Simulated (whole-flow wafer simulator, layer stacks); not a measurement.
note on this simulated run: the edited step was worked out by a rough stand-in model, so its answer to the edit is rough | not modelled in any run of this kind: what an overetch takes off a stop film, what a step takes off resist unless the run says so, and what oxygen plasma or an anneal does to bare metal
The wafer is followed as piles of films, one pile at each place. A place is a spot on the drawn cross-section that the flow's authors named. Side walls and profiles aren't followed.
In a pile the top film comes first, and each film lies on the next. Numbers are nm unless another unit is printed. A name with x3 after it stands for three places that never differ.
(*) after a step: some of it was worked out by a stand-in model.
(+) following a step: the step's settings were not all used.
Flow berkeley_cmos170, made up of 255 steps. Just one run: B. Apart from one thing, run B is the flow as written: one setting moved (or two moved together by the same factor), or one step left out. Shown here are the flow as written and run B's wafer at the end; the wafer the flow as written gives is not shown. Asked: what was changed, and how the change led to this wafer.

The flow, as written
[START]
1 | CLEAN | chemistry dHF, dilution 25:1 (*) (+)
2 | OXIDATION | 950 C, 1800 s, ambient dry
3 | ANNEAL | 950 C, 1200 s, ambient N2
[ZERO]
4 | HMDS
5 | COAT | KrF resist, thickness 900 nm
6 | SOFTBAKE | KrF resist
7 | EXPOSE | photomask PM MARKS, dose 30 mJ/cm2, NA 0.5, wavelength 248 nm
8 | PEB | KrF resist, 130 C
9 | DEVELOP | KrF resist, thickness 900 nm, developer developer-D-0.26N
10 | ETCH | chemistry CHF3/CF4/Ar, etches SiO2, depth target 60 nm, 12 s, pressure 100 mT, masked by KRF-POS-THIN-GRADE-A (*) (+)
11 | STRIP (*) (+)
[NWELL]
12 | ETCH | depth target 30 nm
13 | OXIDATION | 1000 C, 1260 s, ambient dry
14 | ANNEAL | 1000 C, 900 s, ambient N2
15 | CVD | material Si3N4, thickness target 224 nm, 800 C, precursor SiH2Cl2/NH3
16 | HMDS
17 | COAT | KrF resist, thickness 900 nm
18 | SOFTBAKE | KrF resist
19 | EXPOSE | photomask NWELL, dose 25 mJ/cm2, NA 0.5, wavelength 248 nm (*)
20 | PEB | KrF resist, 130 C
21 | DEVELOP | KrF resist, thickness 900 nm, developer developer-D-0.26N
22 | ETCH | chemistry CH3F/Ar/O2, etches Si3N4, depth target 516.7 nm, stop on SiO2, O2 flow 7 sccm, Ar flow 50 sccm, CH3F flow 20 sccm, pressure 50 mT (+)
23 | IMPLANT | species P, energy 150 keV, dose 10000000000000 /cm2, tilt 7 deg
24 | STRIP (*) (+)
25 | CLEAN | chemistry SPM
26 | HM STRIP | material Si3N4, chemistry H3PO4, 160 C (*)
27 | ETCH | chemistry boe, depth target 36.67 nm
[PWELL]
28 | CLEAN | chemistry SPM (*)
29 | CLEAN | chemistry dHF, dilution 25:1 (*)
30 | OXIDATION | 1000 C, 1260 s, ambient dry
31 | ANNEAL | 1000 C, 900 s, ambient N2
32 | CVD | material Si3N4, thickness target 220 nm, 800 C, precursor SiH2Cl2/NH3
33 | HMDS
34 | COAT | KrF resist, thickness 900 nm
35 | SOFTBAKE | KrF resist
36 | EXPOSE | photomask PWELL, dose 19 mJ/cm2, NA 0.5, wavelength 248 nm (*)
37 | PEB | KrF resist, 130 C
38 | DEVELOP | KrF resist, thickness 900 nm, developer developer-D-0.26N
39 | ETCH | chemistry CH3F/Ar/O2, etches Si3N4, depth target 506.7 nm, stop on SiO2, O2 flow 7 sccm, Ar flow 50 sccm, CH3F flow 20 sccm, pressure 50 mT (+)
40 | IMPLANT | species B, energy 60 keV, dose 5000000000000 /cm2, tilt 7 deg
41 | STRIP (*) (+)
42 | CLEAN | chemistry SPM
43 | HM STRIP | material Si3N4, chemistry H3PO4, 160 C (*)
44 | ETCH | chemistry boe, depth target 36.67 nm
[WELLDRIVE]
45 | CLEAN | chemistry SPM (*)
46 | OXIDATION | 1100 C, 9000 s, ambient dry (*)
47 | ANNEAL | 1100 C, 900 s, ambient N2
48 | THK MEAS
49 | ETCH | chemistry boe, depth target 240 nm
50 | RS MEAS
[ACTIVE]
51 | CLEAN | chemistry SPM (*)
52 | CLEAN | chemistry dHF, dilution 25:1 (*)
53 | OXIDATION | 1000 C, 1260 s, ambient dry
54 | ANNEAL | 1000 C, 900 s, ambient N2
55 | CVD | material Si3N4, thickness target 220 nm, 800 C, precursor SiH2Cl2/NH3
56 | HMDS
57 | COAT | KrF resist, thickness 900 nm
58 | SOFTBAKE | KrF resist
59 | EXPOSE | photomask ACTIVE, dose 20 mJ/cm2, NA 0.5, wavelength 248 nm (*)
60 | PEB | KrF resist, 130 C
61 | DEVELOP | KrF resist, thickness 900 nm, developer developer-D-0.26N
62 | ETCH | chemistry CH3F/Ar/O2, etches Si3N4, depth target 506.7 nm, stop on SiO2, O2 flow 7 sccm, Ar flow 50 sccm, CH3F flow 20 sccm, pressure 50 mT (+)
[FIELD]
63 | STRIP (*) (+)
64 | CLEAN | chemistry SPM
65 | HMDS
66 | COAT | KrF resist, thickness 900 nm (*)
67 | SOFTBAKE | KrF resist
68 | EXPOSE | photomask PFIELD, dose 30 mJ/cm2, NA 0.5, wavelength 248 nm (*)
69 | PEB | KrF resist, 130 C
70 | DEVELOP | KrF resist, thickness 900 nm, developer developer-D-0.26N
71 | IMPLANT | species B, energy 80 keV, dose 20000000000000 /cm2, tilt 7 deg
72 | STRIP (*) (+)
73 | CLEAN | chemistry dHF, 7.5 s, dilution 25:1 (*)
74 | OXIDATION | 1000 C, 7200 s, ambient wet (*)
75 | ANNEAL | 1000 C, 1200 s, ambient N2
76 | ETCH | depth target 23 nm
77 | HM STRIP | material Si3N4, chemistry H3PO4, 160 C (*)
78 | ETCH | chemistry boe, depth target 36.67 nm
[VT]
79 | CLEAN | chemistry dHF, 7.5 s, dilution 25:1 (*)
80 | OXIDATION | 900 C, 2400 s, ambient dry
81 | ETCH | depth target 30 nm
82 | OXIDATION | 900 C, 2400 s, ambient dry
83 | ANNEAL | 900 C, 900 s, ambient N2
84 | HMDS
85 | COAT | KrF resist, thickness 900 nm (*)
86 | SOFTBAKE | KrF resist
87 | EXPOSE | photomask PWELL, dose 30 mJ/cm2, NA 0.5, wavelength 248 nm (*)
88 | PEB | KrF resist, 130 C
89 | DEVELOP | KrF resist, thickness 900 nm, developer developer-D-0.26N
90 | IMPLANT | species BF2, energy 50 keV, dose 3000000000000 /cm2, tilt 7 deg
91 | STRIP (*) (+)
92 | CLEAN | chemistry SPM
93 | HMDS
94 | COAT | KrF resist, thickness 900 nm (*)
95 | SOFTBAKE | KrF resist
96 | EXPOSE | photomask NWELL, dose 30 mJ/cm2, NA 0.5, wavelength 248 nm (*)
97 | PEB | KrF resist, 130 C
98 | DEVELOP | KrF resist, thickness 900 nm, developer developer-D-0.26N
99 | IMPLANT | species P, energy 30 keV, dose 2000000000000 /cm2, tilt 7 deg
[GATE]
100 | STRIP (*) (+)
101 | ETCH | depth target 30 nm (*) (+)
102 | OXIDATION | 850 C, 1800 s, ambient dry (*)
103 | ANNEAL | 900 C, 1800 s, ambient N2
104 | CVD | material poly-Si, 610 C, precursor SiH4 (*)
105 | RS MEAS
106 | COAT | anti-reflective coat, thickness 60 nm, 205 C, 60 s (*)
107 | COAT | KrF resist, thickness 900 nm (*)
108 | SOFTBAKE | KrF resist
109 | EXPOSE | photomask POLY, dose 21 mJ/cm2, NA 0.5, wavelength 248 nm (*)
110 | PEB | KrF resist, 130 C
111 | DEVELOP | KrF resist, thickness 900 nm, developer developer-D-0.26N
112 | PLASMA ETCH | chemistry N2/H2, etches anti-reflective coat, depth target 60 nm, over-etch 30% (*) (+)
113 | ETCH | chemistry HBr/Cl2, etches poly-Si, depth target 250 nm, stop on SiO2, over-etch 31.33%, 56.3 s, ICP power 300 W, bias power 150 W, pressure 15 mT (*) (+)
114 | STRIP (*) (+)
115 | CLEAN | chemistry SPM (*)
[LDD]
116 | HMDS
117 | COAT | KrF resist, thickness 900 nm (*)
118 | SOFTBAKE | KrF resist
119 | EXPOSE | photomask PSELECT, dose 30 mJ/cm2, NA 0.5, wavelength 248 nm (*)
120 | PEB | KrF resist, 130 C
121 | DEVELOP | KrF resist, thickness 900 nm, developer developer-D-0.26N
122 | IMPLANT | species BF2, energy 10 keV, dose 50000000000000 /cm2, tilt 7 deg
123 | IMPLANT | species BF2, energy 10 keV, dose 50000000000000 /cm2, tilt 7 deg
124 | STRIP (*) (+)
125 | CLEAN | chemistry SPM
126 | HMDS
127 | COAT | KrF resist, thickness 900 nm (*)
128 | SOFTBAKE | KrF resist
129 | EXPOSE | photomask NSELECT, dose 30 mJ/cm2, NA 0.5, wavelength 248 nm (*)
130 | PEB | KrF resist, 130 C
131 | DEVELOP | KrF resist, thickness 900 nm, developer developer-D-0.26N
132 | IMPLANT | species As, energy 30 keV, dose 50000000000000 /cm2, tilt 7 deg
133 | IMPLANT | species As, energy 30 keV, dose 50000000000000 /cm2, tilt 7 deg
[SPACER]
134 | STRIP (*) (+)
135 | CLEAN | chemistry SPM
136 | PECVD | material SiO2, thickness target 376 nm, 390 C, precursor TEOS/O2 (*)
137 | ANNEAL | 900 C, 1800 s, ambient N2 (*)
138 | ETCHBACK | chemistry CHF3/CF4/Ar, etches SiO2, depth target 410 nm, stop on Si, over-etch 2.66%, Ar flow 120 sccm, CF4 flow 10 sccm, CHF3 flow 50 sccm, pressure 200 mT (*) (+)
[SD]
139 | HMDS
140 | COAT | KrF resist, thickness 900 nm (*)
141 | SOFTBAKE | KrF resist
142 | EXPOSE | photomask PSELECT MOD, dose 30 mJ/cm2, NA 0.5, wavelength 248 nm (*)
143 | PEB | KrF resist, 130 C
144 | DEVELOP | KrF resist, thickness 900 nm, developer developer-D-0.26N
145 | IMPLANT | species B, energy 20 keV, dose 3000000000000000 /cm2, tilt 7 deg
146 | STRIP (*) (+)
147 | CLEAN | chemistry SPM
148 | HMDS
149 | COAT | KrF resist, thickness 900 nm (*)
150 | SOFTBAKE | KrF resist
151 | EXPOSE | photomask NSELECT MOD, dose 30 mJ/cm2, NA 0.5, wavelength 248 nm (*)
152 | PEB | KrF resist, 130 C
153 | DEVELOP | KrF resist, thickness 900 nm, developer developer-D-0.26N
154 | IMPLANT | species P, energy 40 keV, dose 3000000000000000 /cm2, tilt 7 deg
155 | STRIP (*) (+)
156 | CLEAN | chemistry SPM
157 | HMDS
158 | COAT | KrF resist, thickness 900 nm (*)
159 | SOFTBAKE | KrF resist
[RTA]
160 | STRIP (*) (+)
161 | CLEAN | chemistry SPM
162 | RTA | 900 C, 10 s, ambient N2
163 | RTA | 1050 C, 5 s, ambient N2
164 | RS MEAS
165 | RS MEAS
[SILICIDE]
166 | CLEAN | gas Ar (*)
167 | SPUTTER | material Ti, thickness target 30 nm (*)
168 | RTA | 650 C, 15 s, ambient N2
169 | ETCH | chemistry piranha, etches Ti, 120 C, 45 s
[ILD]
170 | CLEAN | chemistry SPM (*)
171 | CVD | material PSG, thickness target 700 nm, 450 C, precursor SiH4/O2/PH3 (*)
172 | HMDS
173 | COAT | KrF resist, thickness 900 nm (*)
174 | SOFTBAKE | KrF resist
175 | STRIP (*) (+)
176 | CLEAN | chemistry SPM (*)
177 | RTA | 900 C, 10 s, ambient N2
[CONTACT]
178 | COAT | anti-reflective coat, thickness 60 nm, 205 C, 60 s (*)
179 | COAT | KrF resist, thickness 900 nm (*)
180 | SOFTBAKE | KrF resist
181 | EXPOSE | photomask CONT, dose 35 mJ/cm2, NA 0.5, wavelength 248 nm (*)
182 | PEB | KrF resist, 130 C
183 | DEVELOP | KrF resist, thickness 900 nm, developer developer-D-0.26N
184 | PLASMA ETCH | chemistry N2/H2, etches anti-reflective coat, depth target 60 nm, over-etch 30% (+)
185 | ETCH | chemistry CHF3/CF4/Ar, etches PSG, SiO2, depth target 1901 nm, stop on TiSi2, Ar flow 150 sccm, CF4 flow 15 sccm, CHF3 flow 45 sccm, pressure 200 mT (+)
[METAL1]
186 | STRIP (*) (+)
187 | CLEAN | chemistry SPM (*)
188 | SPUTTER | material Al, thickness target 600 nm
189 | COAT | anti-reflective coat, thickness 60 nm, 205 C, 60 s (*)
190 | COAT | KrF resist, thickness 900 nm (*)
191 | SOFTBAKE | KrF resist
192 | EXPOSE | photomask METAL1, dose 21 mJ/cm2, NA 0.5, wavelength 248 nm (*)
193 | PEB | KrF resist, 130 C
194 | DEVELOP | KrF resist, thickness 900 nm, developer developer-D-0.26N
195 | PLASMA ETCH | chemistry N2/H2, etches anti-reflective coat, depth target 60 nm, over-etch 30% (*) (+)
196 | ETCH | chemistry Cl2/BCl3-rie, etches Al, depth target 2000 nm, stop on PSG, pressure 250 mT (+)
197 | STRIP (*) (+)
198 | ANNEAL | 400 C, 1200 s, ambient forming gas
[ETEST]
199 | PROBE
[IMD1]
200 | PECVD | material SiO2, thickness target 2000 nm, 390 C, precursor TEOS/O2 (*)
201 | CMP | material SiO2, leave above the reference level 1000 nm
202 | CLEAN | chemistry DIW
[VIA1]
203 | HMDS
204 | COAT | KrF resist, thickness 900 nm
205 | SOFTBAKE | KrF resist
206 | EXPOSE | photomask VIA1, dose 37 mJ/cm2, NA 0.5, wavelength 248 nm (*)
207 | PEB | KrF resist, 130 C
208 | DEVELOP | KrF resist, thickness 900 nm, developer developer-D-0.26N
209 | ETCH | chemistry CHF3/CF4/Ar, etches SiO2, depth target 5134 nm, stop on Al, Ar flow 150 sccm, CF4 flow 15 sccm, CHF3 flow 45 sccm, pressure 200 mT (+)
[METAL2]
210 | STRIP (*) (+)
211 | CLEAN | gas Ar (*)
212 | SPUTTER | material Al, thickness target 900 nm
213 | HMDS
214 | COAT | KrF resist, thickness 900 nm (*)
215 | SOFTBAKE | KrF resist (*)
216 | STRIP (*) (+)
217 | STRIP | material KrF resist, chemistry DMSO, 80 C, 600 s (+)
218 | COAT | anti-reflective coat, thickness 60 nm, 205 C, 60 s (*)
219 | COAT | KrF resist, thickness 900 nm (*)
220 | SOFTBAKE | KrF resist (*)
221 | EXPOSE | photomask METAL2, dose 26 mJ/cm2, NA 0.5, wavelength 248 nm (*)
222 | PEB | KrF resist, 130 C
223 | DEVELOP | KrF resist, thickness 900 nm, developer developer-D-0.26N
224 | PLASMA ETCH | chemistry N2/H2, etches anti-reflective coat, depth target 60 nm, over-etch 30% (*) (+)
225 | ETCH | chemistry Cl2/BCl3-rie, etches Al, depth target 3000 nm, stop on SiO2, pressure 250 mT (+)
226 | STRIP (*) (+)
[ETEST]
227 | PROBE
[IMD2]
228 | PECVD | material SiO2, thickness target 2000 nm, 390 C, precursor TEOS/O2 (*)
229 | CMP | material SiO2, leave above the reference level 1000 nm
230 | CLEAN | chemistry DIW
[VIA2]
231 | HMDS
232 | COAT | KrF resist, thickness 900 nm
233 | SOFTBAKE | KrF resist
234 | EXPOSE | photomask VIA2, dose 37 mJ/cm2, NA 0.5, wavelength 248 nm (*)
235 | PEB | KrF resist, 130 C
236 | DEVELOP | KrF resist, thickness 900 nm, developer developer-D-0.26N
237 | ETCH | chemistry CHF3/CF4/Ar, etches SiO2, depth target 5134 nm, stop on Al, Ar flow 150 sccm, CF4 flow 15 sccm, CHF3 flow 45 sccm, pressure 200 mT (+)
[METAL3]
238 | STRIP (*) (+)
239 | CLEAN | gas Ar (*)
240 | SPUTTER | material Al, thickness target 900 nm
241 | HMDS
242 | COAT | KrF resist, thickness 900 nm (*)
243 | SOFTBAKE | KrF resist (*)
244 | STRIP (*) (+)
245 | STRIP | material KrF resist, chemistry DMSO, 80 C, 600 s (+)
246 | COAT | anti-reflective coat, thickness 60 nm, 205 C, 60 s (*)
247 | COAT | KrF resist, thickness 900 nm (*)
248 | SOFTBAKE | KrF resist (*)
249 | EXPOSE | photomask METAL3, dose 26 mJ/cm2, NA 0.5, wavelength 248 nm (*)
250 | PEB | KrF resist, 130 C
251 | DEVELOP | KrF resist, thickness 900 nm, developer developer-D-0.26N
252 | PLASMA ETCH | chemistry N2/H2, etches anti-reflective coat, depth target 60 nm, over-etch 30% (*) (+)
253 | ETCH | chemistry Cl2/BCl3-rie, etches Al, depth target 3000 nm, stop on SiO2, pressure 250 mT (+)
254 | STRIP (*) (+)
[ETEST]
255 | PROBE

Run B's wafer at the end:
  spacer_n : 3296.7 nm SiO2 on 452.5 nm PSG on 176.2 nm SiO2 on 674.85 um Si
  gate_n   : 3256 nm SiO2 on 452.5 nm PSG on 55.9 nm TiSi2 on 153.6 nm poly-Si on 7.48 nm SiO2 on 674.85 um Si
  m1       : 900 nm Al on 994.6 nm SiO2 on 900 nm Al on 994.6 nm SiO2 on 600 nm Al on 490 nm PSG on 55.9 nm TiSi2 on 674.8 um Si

Cause: step 171, CVD: thickness target 490 nm was run, whereas the flow has thickness target 700 nm.
One can read it off the wafer: m1 has PSG 490, and step 171 as written asks for 700 nm.

How this came from the change, step by step:
  171 | CVD | material PSG, thickness target 700 nm, 450 C, precursor SiH4/O2/PH3 (*)
      field, sd_n, spacer_n and 9 more: PSG gains 490 (new film) (as written it would have been: PSG gains 700 (new film))
  178 | COAT | anti-reflective coat, thickness 60 nm, 205 C, 60 s (*)
      field: anti-reflective coat gains 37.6 (new film) (as written it would have been: anti-reflective coat gains 38.6 (new film))
      gate_n: anti-reflective coat gains 47.3 (new film) (as written it would have been: anti-reflective coat gains 48.3 (new film))
      (also at 1 further place)
  184 | PLASMA ETCH | chemistry N2/H2, etches anti-reflective coat, depth target 60 nm, over-etch 30% (+)
      field, sd_n, spacer_n and 8 more: KrF resist loses 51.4 (as written it would have been: KrF resist loses 52.6)
      contact: anti-reflective coat loses 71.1 (all of it), PSG loses 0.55 (as written it would have been: anti-reflective coat loses 72.8 (all of it), PSG loses 0.56)
  185 | ETCH | chemistry CHF3/CF4/Ar, etches PSG, SiO2, depth target 1901 nm, stop on TiSi2, Ar flow 150 sccm, CF4 flow 15 sccm, CHF3 flow 45 sccm, pressure 200 mT (+)
      field, sd_n, spacer_n and 8 more: KrF resist loses 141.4 (as written it would have been: KrF resist loses 193.9)
      contact: PSG loses 489.5 (all of it), TiSi2 loses 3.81 (as written it would have been: PSG loses 699.4 (all of it), TiSi2 loses 3.81)
  186 | STRIP (*) (+)
      field: KrF resist loses 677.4 (all of it), anti-reflective coat loses 37.6 (all of it) (as written it would have been: KrF resist loses 623.9 (all of it), anti-reflective coat loses 38.6 (all of it))
      sd_n: KrF resist loses 698.4 (all of it), anti-reflective coat loses 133 (all of it) (as written it would have been: KrF resist loses 643.8 (all of it), anti-reflective coat loses 135.1 (all of it))
      (also at 9 further places)
  188 | SPUTTER | material Al, thickness target 600 nm
      contact: Al gains 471 (new film) (as written it would have been: Al gains 415.7 (new film))
  189 | COAT | anti-reflective coat, thickness 60 nm, 205 C, 60 s (*)
      sd_n: anti-reflective coat gains 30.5 (new film) (as written it would have been: anti-reflective coat gains 17.7 (new film))
      gate_n: anti-reflective coat gains 47 (new film) (as written it would have been: anti-reflective coat gains 48 (new film))
      (also at 2 further places)
  190 | COAT | KrF resist, thickness 900 nm (*)
      contact: KrF resist gains 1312 (new film) (as written it would have been: KrF resist gains 1495.4 (new film))
  195 | PLASMA ETCH | chemistry N2/H2, etches anti-reflective coat, depth target 60 nm, over-etch 30% (*) (+)
      sd_n: anti-reflective coat loses 30.5 (all of it) (as written it would have been: anti-reflective coat loses 17.7 (all of it))
      gate_n: anti-reflective coat loses 47 (all of it) (as written it would have been: anti-reflective coat loses 48 (all of it))
  197 | STRIP (*) (+)
      contact: KrF resist loses 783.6 (all of it), anti-reflective coat loses 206 (all of it) (as written it would have been: KrF resist loses 966.1 (all of it), anti-reflective coat loses 261.9 (all of it))
      via1: KrF resist loses 392 (all of it), anti-reflective coat loses 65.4 (all of it) (as written it would have been: KrF resist loses 392.8 (all of it), anti-reflective coat loses 63.6 (all of it))
  201 | CMP | material SiO2, leave above the reference level 1000 nm
      contact: SiO2 loses 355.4 (as written it would have been: SiO2 loses 61.1)
